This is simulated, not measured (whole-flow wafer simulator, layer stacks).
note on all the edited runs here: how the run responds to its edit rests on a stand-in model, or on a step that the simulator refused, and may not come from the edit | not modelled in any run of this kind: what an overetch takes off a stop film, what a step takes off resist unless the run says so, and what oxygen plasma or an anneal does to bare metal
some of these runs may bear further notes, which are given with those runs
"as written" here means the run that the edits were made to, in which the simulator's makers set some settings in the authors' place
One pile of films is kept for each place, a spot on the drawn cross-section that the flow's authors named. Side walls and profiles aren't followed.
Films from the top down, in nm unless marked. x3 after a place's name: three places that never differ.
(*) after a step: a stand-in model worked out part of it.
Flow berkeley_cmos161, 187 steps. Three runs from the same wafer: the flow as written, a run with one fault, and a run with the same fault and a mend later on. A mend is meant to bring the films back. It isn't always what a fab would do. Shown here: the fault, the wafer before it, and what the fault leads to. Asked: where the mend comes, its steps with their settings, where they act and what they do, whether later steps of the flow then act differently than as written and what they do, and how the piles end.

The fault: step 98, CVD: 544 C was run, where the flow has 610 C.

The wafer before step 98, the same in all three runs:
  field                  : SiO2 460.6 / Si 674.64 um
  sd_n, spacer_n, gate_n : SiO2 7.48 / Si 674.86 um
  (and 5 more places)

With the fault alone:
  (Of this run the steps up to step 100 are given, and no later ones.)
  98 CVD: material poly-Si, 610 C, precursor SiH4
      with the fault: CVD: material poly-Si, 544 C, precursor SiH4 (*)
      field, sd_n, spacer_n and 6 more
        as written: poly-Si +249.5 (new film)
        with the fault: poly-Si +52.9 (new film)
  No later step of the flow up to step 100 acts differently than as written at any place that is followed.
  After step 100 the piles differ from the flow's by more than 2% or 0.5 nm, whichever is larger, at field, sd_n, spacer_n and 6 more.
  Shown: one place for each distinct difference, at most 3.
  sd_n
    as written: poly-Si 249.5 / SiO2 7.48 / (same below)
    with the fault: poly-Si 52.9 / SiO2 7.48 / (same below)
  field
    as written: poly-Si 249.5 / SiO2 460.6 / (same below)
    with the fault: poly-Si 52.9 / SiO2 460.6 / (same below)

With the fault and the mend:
  The mend comes after step 100.
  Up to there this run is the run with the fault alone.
  100a CVD: material poly-Si, 610 C, precursor SiH4 (*) (the flow's step 98 once more, with other settings that aren't printed)
      field, sd_n, spacer_n and 6 more
        poly-Si +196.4
  No later step of the flow acts differently than as written, at any place that is followed, by more than 2% or 0.5 nm, whichever is larger.
  At the end the piles differ from the flow's only slightly at the places that both follow, by at most 2% or 0.5 nm, whichever is larger.
